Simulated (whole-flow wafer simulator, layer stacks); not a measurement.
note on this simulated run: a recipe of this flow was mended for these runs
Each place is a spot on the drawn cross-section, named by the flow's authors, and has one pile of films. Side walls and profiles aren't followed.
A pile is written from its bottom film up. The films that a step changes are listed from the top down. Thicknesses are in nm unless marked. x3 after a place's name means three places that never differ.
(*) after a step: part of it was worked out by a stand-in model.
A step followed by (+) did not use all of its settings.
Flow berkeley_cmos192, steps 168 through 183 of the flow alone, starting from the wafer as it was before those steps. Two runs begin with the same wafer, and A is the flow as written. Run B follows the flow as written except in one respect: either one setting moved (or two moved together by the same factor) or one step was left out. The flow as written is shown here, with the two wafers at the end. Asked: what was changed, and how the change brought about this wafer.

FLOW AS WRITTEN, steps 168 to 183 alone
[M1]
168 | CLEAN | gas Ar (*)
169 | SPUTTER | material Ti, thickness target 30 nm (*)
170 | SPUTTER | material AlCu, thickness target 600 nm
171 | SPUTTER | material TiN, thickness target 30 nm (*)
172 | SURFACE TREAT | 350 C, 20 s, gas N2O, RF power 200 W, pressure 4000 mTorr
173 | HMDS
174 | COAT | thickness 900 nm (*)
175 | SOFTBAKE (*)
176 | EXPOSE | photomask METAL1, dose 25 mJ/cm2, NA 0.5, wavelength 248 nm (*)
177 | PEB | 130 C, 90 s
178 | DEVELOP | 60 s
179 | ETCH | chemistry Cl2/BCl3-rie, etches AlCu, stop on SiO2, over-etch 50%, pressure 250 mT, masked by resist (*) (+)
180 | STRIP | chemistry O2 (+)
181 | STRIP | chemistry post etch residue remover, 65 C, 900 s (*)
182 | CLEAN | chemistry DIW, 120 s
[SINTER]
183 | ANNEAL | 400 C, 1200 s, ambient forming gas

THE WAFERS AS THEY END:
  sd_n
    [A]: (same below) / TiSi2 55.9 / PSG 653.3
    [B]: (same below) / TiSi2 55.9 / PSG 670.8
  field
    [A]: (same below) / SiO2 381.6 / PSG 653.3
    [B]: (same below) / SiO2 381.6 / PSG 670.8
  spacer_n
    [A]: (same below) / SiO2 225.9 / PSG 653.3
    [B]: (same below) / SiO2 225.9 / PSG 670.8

The reason: step 170, SPUTTER: thickness target 740 nm was run, while the flow as written has thickness target 600 nm.

How this came from the change, step by step:
  170 | SPUTTER | material AlCu, thickness target 600 nm
      field, sd_n, spacer_n, gate, spacer_p, gate_p, m1: A +600 AlCu (new film) | B +740 AlCu (new film)
      sd_p: A +557.4 AlCu (new film) | B +694.7 AlCu (new film)
      (also at 1 further place)
  171 | SPUTTER | material TiN, thickness target 30 nm (*)
      contact: A +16 TiN (new film) | B +14.6 TiN (new film)
  174 | COAT | thickness 900 nm (*)
      contact: A +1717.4 KrF-resist (new film) | B +1768 KrF-resist (new film)
  179 | ETCH | chemistry Cl2/BCl3-rie, etches AlCu, stop on SiO2, over-etch 50%, pressure 250 mT, masked by resist (*) (+)
      field, sd_n, spacer_n, gate, spacer_p, gate_p: A -30 TiN (all of it), -600 AlCu (all of it), -30 Ti (all of it), -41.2 PSG | B -30 TiN (all of it), -740 AlCu (all of it), -30 Ti (all of it), -23.8 PSG
      sd_p: A -26.2 TiN (all of it), -557.4 AlCu (all of it), -26.8 Ti (all of it), -47.4 PSG | B -26.2 TiN (all of it), -694.7 AlCu (all of it), -26.8 Ti (all of it), -30.3 PSG
  180 | STRIP | chemistry O2 (+)
      contact: A -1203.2 KrF-resist (all of it) | B -1253.6 KrF-resist (all of it)
